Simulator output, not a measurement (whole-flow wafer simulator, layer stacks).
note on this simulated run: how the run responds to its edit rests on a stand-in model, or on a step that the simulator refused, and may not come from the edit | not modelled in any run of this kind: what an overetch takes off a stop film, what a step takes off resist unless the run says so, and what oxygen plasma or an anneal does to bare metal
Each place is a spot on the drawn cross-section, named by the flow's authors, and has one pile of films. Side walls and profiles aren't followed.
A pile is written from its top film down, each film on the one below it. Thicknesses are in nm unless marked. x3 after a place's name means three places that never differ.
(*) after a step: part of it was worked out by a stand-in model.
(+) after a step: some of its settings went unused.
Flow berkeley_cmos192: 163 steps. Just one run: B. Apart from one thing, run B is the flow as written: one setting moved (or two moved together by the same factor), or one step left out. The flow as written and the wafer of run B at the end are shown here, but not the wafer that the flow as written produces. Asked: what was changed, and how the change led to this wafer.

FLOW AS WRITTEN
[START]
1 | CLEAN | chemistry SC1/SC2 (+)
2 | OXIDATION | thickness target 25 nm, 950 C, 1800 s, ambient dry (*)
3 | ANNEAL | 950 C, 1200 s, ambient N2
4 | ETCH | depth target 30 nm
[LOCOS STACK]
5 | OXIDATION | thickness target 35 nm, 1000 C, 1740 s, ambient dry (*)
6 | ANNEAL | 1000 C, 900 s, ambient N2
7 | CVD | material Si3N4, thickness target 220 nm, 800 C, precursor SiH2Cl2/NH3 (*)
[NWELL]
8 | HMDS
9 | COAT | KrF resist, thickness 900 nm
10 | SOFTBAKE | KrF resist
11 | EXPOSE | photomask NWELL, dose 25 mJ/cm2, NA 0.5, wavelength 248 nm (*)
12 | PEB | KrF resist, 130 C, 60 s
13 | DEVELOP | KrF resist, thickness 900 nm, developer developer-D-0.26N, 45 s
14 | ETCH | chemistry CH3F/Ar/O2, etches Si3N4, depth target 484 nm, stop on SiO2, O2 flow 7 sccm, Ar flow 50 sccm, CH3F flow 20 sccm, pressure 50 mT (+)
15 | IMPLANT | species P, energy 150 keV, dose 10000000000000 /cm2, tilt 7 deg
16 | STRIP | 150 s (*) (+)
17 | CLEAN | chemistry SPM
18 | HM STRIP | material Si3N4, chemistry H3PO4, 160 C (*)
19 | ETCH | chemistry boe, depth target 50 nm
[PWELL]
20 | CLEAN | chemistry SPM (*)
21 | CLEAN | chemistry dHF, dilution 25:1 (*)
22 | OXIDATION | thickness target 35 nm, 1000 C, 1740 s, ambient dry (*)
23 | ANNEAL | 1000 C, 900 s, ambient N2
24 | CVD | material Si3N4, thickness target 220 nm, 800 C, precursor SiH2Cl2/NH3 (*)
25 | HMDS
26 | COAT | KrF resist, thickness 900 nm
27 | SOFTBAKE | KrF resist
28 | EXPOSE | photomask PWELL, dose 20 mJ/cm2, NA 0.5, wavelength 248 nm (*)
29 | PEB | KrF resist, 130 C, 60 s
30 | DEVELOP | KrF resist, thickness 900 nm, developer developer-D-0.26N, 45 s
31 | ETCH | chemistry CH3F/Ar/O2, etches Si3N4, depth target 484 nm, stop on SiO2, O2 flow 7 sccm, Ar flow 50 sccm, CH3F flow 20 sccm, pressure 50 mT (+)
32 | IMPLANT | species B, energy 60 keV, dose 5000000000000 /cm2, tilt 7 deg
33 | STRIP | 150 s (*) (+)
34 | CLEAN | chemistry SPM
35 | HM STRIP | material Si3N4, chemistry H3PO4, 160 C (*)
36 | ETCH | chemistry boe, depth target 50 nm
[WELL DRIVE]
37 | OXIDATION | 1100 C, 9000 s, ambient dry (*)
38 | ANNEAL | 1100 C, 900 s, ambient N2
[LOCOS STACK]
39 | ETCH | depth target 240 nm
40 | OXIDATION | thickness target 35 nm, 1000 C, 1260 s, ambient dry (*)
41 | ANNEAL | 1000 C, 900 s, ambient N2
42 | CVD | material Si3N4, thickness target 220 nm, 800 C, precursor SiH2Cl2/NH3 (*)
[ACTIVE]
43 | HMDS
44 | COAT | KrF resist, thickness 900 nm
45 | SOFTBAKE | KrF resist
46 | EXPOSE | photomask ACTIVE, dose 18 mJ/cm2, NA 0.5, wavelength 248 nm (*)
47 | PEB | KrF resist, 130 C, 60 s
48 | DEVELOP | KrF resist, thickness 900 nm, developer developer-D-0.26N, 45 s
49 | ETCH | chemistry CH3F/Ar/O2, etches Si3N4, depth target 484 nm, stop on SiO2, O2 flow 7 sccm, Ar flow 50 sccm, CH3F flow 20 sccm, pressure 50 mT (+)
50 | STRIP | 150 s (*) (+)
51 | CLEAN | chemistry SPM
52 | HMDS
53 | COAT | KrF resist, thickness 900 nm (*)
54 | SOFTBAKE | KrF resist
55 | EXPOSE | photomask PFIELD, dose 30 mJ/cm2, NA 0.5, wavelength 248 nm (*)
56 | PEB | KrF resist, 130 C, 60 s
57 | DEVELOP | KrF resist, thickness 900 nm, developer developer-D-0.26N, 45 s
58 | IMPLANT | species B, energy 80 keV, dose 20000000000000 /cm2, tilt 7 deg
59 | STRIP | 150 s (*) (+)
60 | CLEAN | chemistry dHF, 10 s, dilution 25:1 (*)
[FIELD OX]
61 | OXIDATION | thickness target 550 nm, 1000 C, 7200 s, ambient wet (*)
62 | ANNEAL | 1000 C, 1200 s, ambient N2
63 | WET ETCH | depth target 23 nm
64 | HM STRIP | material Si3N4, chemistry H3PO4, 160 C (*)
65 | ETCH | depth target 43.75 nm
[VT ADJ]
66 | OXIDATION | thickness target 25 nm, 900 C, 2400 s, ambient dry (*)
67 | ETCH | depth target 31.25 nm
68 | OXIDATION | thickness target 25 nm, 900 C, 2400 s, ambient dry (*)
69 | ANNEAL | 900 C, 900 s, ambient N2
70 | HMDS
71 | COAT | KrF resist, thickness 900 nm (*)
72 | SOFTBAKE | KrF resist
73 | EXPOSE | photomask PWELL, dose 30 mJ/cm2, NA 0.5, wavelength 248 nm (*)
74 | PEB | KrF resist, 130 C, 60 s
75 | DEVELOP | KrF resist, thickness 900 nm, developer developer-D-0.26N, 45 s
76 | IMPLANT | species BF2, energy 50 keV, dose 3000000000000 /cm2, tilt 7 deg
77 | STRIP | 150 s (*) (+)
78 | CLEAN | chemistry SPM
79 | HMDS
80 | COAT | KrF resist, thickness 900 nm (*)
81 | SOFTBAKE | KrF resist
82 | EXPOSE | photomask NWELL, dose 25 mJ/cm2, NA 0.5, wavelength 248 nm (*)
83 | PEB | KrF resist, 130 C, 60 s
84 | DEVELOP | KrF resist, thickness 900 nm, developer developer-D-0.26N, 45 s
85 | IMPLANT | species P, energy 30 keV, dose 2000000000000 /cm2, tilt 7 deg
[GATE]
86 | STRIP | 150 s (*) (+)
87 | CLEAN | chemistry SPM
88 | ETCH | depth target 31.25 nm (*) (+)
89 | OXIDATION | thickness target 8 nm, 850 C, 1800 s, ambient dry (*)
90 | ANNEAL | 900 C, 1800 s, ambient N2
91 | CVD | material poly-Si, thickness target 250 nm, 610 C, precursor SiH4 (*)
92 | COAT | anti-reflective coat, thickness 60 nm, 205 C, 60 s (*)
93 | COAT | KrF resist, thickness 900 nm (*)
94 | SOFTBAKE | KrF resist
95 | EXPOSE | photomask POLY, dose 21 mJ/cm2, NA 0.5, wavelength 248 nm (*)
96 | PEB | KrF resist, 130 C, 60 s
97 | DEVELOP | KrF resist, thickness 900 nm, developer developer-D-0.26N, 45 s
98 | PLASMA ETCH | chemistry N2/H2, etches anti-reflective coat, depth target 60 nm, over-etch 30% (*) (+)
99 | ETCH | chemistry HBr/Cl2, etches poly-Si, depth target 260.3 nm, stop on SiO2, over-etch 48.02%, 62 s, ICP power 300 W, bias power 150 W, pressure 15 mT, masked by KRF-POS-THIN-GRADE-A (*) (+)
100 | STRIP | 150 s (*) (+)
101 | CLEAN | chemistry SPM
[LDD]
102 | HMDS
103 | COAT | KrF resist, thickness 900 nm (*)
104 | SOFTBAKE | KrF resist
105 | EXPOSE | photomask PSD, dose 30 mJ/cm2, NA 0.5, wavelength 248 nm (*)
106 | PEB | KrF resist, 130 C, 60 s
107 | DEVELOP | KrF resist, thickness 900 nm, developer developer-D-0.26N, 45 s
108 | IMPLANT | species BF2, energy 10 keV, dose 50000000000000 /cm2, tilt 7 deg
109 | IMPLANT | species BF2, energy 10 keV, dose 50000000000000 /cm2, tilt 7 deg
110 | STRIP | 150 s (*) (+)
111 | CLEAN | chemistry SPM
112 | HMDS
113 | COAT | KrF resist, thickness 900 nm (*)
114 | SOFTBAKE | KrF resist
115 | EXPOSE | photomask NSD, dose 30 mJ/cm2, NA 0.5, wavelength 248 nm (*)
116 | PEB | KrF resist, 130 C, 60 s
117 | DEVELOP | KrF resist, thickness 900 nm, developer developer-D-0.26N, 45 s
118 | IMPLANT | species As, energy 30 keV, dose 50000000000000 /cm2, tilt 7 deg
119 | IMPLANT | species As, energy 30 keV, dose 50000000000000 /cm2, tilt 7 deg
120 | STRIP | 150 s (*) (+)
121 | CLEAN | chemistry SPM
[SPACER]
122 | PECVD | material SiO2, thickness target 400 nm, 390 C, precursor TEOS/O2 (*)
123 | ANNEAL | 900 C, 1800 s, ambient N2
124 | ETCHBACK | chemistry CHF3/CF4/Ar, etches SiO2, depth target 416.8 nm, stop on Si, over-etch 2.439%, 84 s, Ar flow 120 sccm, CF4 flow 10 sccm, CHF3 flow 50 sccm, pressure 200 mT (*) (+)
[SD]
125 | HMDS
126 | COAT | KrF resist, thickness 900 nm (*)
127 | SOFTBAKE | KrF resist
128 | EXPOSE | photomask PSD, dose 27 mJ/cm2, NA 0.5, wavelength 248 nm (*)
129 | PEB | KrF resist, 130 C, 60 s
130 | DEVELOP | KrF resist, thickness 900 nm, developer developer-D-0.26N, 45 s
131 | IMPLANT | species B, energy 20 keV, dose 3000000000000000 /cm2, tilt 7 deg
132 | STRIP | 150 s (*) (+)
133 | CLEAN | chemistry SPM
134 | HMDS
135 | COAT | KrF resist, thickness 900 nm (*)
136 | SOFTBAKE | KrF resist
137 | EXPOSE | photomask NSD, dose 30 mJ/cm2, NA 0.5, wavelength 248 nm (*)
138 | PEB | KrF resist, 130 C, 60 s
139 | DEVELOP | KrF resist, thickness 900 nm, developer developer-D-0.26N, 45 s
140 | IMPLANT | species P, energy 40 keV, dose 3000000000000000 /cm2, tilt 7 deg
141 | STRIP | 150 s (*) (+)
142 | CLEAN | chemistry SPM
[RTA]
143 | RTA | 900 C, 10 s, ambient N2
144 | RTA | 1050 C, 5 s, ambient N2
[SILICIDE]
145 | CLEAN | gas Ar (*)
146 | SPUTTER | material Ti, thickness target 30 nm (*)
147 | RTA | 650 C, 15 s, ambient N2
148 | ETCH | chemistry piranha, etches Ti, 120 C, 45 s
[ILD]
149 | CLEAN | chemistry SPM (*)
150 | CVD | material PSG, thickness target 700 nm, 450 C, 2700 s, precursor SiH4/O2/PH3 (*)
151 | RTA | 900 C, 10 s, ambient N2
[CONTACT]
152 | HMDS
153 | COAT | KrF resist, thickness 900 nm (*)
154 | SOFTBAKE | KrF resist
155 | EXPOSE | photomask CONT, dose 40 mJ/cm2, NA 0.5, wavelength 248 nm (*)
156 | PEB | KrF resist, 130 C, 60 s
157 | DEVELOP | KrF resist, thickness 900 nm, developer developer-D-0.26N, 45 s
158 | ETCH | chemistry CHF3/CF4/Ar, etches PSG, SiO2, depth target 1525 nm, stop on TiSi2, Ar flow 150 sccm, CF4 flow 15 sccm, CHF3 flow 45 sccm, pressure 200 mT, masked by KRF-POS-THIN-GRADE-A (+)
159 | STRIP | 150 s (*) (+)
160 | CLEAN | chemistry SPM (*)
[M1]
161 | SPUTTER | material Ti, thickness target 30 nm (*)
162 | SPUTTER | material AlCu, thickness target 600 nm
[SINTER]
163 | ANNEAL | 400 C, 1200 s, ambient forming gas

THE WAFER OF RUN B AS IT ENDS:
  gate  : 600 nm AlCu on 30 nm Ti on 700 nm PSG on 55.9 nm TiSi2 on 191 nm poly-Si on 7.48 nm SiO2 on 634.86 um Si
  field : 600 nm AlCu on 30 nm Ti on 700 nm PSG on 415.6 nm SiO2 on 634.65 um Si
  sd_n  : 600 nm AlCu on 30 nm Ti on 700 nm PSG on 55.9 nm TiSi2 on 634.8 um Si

The reason: step 39, ETCH: depth target 126 nm was run, though the flow has depth target 240 nm.

Step by step, how the change led to this:
  39 | ETCH | depth target 240 nm
      field, sd_n, spacer_n and 6 more: -126 SiO2 (as written it would have been: -197.6 SiO2 (all of it))
  40 | OXIDATION | thickness target 35 nm, 1000 C, 1260 s, ambient dry (*)
      field, sd_n, spacer_n and 6 more: +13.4 SiO2, -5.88 Si (as written it would have been: +26.6 SiO2 (new film), -11.7 Si)
  61 | OXIDATION | thickness target 550 nm, 1000 C, 7200 s, ambient wet (*)
      spacer_p, gate_p, m1: +12.1 SiO2 (new film), -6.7 Si3N4, +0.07 SiO2 (as written it would have been: +12.1 SiO2 (new film), -6.7 Si3N4)
      spacer_n: +12.1 SiO2 (new film), -6.7 Si3N4, +0.1 SiO2, -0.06 Si (as written it would have been: +12.1 SiO2 (new film), -6.7 Si3N4)
      (also at 5 further places)
  65 | ETCH | depth target 43.75 nm
      sd_n, gate, sd_p, contact: -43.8 SiO2 (as written it would have been: -24.6 SiO2 (all of it))
      spacer_n, spacer_p, gate_p, m1: -43.7 SiO2 (as written it would have been: -24.6 SiO2 (all of it))
  66 | OXIDATION | thickness target 25 nm, 900 C, 2400 s, ambient dry (*)
      gate, spacer_p, gate_p, m1: +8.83 SiO2, -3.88 Si (as written it would have been: +14.9 SiO2 (new film), -6.57 Si)
      spacer_n, contact: +8.82 SiO2, -3.88 Si (as written it would have been: +14.9 SiO2 (new film), -6.57 Si)
      (also at 2 further places)
  67 | ETCH | depth target 31.25 nm
      spacer_n, gate, sd_p, spacer_p, gate_p, contact, m1: -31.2 SiO2 (as written it would have been: -14.9 SiO2 (all of it))
      sd_n: -31.3 SiO2 (as written it would have been: -14.9 SiO2 (all of it))
  68 | OXIDATION | thickness target 25 nm, 900 C, 2400 s, ambient dry (*)
      spacer_n, gate, spacer_p, gate_p, m1: +8.88 SiO2, -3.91 Si (as written it would have been: +14.9 SiO2 (new film), -6.57 Si)
      sd_n: +8.07 SiO2, -3.55 Si (as written it would have been: +14.9 SiO2 (new film), -6.57 Si)
      (also at 2 further places)
  88 | ETCH | depth target 31.25 nm (*) (+)
      sd_n: -31.2 SiO2 (as written it would have been: -14.9 SiO2 (all of it))
      sd_p: -31.3 SiO2 (as written it would have been: -14.9 SiO2 (all of it))
      (also at 6 further places)
  89 | OXIDATION | thickness target 8 nm, 850 C, 1800 s, ambient dry (*)
      sd_n: +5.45 SiO2, -2.4 Si (as written it would have been: +7.48 SiO2 (new film), -3.29 Si)
      sd_p: +5.37 SiO2, -2.36 Si (as written it would have been: +7.48 SiO2 (new film), -3.29 Si)
  92 | COAT | anti-reflective coat, thickness 60 nm, 205 C, 60 s (*)
      sd_n: +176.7 anti-reflective coat (new film) (as written it would have been: +152.4 anti-reflective coat (new film))
      spacer_n: +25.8 anti-reflective coat (new film) (as written it would have been: +33.8 anti-reflective coat (new film))
      (also at 6 further places)
  93 | COAT | KrF resist, thickness 900 nm (*)
      spacer_n: +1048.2 KrF resist (new film) (as written it would have been: +1021.2 KrF resist (new film))
      gate: +1050.9 KrF resist (new film) (as written it would have been: +1023.8 KrF resist (new film))
  97 | DEVELOP | KrF resist, thickness 900 nm, developer developer-D-0.26N, 45 s
      spacer_n: -1046.5 KrF resist (all of it) (as written it would have been: -1019.5 KrF resist (all of it))
  98 | PLASMA ETCH | chemistry N2/H2, etches anti-reflective coat, depth target 60 nm, over-etch 30% (*) (+)
      field: -35 anti-reflective coat (all of it), -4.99 poly-Si (as written it would have been: -35.3 anti-reflective coat (all of it), -4.18 poly-Si)
      sd_n: -176.7 anti-reflective coat (all of it), -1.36 poly-Si (as written it would have been: -152.4 anti-reflective coat (all of it), -1.17 poly-Si)
      (also at 5 further places)
  100 | STRIP | 150 s (*) (+)
      gate: +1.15 chemical SiO2 (new film), -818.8 KrF resist (all of it), -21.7 anti-reflective coat (all of it), -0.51 poly-Si (as written it would have been: +1.15 chemical SiO2 (new film), -791.8 KrF resist (all of it), -30 anti-reflective coat (all of it), -0.51 poly-Si)
      gate_p: +1.15 chemical SiO2 (new film), -782.1 KrF resist (all of it), -25.4 anti-reflective coat (all of it), -0.51 poly-Si (as written it would have been: +1.15 chemical SiO2 (new film), -765.1 KrF resist (all of it), -31 anti-reflective coat (all of it), -0.51 poly-Si)
  126 | COAT | KrF resist, thickness 900 nm (*)
      sd_n: +1021.5 KrF resist (new film) (as written it would have been: +999.7 KrF resist (new film))
  132 | STRIP | 150 s (*) (+)
      sd_n: +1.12 chemical SiO2 (new film), -1005.7 KrF resist (all of it), -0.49 Si (as written it would have been: +1.13 chemical SiO2 (new film), -983.9 KrF resist (all of it), -0.5 Si)
  ... 7 further steps ...
  162 | SPUTTER | material AlCu, thickness target 600 nm
      sd_p: +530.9 AlCu (new film) (as written it would have been: +551.2 AlCu (new film))
